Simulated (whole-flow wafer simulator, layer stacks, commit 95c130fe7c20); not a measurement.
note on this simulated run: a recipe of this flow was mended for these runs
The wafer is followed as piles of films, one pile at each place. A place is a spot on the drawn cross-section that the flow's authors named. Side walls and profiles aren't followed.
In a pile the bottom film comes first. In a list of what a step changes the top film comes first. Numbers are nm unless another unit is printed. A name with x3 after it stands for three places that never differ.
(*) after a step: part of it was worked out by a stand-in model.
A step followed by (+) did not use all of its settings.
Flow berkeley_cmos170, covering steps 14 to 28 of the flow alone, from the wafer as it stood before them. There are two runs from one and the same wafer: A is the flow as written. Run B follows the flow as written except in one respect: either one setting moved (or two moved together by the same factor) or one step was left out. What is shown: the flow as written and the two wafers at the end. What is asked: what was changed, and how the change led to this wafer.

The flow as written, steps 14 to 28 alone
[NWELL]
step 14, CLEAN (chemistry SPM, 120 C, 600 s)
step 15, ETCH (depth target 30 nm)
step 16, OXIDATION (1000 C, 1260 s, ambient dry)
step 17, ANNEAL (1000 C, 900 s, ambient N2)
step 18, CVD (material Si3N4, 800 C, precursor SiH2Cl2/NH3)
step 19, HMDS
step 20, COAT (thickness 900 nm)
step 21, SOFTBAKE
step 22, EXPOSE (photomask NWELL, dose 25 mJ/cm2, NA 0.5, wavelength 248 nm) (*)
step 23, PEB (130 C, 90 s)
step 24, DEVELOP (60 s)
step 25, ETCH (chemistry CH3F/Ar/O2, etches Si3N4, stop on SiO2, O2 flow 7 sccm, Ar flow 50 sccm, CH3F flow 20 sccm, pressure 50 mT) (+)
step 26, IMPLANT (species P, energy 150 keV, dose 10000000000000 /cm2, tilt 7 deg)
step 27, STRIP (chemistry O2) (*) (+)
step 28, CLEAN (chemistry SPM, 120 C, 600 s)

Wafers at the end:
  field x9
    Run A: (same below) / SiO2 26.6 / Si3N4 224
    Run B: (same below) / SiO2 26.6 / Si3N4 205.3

Cause: step 18, CVD: 792 C was run, while the flow as written has 800 C.

Step by step, how the change led to this:
  step 18, CVD (material Si3N4, 800 C, precursor SiH2Cl2/NH3)
      field x9, mark, sd_p x3: A Si3N4 gains 224 (new film) | B Si3N4 gains 205.3 (new film)
  step 25, ETCH (chemistry CH3F/Ar/O2, etches Si3N4, stop on SiO2, O2 flow 7 sccm, Ar flow 50 sccm, CH3F flow 20 sccm, pressure 50 mT) (+)
      field x9, mark: A KrF-resist loses 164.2 | B KrF-resist loses 151.7
      sd_p x3: A Si3N4 loses 224 (all of it), SiO2 loses 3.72 | B Si3N4 loses 205.3 (all of it), SiO2 loses 3.72
